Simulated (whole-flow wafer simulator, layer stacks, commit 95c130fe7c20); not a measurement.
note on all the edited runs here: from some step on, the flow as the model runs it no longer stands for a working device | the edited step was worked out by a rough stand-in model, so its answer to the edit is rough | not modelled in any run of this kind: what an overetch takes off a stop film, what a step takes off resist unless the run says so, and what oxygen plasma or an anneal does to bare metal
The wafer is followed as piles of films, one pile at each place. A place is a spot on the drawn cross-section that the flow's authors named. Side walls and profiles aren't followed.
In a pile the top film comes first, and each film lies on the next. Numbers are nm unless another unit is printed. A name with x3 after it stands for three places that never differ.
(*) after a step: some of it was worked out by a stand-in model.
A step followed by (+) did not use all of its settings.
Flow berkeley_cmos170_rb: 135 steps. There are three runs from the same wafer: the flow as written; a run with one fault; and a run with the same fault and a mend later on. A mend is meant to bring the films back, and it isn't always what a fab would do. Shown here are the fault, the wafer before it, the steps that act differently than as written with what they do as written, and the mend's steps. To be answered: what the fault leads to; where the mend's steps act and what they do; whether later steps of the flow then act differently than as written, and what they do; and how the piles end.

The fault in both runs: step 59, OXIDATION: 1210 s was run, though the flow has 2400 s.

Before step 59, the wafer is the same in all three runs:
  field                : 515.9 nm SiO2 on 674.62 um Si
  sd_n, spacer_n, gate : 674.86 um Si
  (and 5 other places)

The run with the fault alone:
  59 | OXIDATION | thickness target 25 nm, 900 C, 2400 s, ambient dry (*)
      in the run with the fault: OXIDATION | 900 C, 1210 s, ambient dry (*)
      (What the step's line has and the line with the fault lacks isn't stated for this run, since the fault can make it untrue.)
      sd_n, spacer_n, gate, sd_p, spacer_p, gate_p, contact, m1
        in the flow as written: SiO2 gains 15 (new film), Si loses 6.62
        in the run with the fault: SiO2 gains 9.78 (new film), Si loses 4.3
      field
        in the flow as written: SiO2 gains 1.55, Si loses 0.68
        in the run with the fault: SiO2 gains 0.78, Si loses 0.34
  Steps later in the flow that act otherwise than as written (not shown: 30 more steps that differ only slightly, by at most 2% or 0.5 nm, whichever is larger):
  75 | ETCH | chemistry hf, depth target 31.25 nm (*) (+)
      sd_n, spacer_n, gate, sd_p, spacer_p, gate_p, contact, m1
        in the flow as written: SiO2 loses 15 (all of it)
        in the run with the fault: SiO2 loses 9.78 (all of it)
  When the end is reached, the piles differ only a little from the flow's at the places that both follow, at most by 2% or 0.5 nm, whichever is larger.

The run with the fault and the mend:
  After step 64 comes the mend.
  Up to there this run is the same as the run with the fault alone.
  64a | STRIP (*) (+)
      sd_p
        KrF resist loses 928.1 (all of it)
      spacer_p
        KrF resist loses 911.2 (all of it)
      gate_p
        KrF resist loses 910.3 (all of it)
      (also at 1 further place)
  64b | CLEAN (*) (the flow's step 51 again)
      does not change any film at any place that is followed
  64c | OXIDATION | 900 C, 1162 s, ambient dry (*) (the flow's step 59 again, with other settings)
      sd_n, spacer_n, gate, sd_p, spacer_p, gate_p, contact, m1
        SiO2 gains 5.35, Si loses 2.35
      field
        SiO2 gains 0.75, Si loses 0.33
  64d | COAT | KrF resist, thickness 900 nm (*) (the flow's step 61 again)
      field
        KrF resist gains 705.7 (new film)
      sd_n
        KrF resist gains 957.4 (new film)
      spacer_n
        KrF resist gains 924.9 (new film)
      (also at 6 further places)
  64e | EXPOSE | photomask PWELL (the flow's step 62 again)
      does not change any film at any place that is followed
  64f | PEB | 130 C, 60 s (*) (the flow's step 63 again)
      does not change any film at any place that is followed
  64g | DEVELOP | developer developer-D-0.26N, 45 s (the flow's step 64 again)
      sd_p, spacer_p, gate_p, m1
        KrF resist loses 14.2
      field
        KrF resist loses 705.7 (all of it)
      sd_n
        KrF resist loses 957.4 (all of it)
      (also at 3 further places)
  None of the later steps of the flow differs from how it acts as written, at any place that is followed, by more than 2% or 0.5 nm, whichever is larger.
  When the end is reached, the piles differ only a little from the flow's at the places that both follow, at most by 2% or 0.5 nm, whichever is larger.
